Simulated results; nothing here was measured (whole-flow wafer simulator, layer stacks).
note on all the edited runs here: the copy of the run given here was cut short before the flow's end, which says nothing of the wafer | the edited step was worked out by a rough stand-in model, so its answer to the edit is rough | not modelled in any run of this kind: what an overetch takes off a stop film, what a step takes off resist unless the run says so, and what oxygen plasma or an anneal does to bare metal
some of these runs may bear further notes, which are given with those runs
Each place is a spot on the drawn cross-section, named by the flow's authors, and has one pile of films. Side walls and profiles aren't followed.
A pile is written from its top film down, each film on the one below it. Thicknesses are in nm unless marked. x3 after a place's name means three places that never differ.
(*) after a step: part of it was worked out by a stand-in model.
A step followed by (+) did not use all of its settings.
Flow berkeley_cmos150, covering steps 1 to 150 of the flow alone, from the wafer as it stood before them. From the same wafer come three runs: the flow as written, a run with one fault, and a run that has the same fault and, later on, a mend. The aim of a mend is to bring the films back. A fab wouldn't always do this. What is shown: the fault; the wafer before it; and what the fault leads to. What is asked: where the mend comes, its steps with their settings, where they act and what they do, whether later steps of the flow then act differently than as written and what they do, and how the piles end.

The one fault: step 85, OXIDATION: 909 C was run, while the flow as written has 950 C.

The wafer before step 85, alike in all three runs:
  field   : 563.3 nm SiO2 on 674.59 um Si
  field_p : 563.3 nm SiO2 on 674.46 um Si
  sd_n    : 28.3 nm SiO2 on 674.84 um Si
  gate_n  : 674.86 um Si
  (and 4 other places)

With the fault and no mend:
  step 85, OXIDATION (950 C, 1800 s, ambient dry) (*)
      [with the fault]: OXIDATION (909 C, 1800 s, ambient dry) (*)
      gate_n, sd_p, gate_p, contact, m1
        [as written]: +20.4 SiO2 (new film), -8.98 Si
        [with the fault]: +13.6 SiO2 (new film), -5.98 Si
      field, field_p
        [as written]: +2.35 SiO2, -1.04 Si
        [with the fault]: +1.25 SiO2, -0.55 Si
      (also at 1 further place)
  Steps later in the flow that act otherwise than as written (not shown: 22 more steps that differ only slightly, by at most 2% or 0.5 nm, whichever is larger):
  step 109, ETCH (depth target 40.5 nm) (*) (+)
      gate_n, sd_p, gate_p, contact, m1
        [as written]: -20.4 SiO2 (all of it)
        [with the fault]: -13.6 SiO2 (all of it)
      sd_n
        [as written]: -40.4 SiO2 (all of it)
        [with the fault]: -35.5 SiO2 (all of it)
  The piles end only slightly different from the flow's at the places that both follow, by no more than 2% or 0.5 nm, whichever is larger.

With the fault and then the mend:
  The mend stands after step 87.
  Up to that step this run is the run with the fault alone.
  step 87a, OXIDATION (950 C, 743 s, ambient dry) (*) (the flow's step 85 again, with other settings)
      gate_n, sd_p, gate_p, contact, m1
        +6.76 SiO2, -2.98 Si
      field, field_p
        +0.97 SiO2, -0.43 Si
      sd_n
        +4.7 SiO2, -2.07 Si
  None of the later steps of the flow differs from how it acts as written, at any place that is followed, by more than 2% or 0.5 nm, whichever is larger.
  The piles end only slightly different from the flow's at the places that both follow, by no more than 2% or 0.5 nm, whichever is larger.
